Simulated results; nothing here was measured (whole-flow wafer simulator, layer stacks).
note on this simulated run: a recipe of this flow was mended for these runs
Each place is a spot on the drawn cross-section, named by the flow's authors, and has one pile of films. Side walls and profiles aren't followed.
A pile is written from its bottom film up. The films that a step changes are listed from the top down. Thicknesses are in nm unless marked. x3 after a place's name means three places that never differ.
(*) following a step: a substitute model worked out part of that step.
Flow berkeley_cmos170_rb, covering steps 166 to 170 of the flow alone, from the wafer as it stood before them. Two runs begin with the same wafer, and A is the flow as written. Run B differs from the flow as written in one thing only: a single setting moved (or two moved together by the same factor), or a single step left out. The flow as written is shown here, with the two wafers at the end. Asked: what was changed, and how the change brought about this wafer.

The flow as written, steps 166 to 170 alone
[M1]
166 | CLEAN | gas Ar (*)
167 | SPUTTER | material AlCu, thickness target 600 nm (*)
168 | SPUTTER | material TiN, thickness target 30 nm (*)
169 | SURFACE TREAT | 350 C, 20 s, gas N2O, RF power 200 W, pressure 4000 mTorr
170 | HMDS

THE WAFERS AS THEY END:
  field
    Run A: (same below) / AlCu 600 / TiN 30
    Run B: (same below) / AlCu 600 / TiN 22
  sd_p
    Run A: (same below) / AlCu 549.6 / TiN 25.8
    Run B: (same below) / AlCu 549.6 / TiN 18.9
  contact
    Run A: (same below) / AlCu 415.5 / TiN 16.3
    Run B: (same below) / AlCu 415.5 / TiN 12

The reason: step 168, SPUTTER: thickness target 22 nm was run, whereas the flow has thickness target 30 nm.
One can read it off the wafer: field has TiN 22, and step 168 as written asks for 30 nm.

Step by step, how the change led to this:
  168 | SPUTTER | material TiN, thickness target 30 nm (*)
      field, sd_n, spacer_n, gate, spacer_p, gate_p, m1: A TiN gains 30 (new film) | B TiN gains 22 (new film)
      sd_p: A TiN gains 25.8 (new film) | B TiN gains 18.9 (new film)
      (also at 1 further place)
